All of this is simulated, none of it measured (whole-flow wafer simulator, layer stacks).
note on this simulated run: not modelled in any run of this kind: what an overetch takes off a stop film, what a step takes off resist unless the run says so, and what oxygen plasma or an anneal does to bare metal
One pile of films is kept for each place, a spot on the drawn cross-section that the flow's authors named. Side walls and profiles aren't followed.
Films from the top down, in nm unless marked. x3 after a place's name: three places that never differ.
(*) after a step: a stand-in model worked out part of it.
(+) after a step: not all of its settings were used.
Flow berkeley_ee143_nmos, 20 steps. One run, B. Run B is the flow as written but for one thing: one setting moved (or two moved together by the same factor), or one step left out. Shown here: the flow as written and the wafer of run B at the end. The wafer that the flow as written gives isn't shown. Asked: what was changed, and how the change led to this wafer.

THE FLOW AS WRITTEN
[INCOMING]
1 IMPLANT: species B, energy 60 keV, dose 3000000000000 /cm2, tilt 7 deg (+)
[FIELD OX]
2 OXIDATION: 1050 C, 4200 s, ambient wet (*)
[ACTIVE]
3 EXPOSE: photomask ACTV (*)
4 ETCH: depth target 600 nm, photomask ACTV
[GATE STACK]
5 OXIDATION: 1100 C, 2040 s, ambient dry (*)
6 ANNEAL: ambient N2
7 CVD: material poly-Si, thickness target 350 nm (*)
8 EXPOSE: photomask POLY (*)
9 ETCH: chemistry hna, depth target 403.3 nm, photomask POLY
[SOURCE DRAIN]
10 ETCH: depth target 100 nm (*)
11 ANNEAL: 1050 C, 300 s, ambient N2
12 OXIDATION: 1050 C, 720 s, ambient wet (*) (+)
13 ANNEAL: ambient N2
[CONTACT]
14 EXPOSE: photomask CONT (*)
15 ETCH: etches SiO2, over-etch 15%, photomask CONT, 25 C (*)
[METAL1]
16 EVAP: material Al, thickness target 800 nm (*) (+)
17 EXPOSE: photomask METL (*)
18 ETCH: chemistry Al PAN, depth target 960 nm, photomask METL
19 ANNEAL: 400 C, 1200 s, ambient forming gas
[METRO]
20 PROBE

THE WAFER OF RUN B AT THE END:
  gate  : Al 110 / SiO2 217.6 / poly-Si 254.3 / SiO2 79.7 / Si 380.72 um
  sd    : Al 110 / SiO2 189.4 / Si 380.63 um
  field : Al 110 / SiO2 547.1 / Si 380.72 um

The cause: step 18, ETCH: depth target 690 nm was run, where the flow has depth target 960 nm.

How the change led to this, step by step:
  18 ETCH: chemistry Al PAN, depth target 960 nm, photomask METL
      gate, sd, field: Al -690 (as written it would be: Al -800 (all of it))
Counting metal films that touch as one body, gate has 1 body; the flow as written gives 0 bodies.
Counting metal films that touch as one body, sd has 1 body; the flow as written gives 0 bodies.
Counting metal films that touch as one body, field has 1 body; the flow as written gives 0 bodies.
